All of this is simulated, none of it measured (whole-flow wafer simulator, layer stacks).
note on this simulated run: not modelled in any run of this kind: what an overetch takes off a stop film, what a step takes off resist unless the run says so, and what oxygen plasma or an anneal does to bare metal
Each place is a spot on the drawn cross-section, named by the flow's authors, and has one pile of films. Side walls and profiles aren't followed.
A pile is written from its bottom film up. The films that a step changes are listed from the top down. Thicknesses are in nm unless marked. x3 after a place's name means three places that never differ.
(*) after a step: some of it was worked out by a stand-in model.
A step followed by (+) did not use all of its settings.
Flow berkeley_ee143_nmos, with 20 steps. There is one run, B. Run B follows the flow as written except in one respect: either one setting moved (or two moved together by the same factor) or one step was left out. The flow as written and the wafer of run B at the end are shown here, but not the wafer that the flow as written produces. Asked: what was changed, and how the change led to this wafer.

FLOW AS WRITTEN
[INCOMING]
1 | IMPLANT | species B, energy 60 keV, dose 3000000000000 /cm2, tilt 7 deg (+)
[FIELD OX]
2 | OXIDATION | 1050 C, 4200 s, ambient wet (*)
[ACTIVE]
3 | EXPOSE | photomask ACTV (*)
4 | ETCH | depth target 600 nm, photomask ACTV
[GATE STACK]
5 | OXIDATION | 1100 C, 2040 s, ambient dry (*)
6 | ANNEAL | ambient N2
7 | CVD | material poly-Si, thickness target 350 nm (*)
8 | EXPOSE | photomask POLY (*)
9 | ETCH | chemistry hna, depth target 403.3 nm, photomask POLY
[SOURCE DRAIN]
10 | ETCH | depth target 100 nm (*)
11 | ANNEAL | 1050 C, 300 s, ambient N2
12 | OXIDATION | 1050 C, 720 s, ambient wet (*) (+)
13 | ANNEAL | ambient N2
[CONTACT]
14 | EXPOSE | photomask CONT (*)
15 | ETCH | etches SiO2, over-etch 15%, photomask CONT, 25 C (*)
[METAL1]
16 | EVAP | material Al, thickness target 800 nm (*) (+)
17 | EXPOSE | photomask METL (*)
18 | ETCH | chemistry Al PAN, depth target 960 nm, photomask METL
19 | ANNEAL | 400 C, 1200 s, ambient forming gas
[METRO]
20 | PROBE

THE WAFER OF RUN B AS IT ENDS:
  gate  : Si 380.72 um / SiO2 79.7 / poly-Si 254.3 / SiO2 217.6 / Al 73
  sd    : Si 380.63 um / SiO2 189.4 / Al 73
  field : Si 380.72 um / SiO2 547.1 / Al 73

What caused this: step 18, ETCH: depth target 727 nm was run, while the flow as written has depth target 960 nm.

How this came from the change, step by step:
  18 | ETCH | chemistry Al PAN, depth target 960 nm, photomask METL
      gate, sd, field: -727 Al (as written it would have been: -800 Al (all of it))
Taking metal films that touch as one body, gate has 1 body; the flow as written gives 0 bodies.
Taking metal films that touch as one body, sd has 1 body; the flow as written gives 0 bodies.
Taking metal films that touch as one body, field has 1 body; the flow as written gives 0 bodies.
